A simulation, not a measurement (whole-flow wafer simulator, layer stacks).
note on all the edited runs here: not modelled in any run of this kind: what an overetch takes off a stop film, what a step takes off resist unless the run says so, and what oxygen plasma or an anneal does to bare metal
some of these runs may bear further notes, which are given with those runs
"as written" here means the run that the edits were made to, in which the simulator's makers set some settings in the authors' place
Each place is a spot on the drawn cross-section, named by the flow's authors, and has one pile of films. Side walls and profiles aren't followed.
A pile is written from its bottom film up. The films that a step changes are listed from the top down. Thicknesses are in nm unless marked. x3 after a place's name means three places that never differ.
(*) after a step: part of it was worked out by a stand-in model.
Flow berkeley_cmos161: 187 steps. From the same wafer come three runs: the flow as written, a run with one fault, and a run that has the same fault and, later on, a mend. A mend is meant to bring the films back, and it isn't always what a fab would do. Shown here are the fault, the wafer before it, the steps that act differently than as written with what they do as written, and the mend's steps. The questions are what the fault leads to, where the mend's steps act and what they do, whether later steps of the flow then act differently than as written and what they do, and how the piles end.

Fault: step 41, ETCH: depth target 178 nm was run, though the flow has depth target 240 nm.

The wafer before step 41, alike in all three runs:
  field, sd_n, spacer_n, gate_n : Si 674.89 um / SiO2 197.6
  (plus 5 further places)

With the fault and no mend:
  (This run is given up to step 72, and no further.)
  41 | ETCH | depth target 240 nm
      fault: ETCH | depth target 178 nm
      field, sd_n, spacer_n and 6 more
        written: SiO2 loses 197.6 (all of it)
        fault: SiO2 loses 178
  Steps further on in the flow that do not act as written:
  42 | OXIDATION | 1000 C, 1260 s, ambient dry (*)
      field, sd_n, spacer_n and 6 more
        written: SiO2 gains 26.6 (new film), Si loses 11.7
        fault: SiO2 gains 20.9, Si loses 9.2
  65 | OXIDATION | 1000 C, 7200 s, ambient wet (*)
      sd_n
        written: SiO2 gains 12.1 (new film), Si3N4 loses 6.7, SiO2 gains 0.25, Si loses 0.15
        fault: SiO2 gains 12.1 (new film), Si3N4 loses 6.7, SiO2 gains 2.04, Si loses 0.88
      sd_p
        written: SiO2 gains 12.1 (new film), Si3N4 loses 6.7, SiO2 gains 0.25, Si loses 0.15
        fault: SiO2 gains 12.1 (new film), Si3N4 loses 6.7, SiO2 gains 2.06, Si loses 0.89
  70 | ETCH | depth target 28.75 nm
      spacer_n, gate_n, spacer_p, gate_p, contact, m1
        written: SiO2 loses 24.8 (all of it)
        fault: SiO2 loses 28.8
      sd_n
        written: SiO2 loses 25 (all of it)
        fault: SiO2 loses 28.8
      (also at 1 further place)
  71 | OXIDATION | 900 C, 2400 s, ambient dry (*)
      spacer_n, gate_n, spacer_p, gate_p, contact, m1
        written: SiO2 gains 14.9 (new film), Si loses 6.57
        fault: SiO2 gains 12, Si loses 5.26
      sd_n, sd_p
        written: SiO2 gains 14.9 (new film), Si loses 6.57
        fault: SiO2 gains 11.5, Si loses 5.08
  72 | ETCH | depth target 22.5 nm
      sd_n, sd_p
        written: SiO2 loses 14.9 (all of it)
        fault: SiO2 loses 22.5
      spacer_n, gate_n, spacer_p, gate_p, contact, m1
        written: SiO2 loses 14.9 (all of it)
        fault: SiO2 loses 21.9 (all of it)
  After step 72, at sd_n, sd_p, the piles differ from the flow's by more than 2% or 0.5 nm, whichever is larger.
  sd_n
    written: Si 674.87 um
    fault: Si 674.87 um / SiO2 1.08
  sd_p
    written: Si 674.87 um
    fault: Si 674.87 um / SiO2 1.09

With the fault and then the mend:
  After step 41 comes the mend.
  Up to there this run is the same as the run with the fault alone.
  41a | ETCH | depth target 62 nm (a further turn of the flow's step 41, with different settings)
      field, sd_n, spacer_n and 6 more
        SiO2 loses 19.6 (all of it)
  None of the later steps of the flow acts differently than as written at any place that is followed.
  By the end, the piles equal the flow's at every place that both follow.
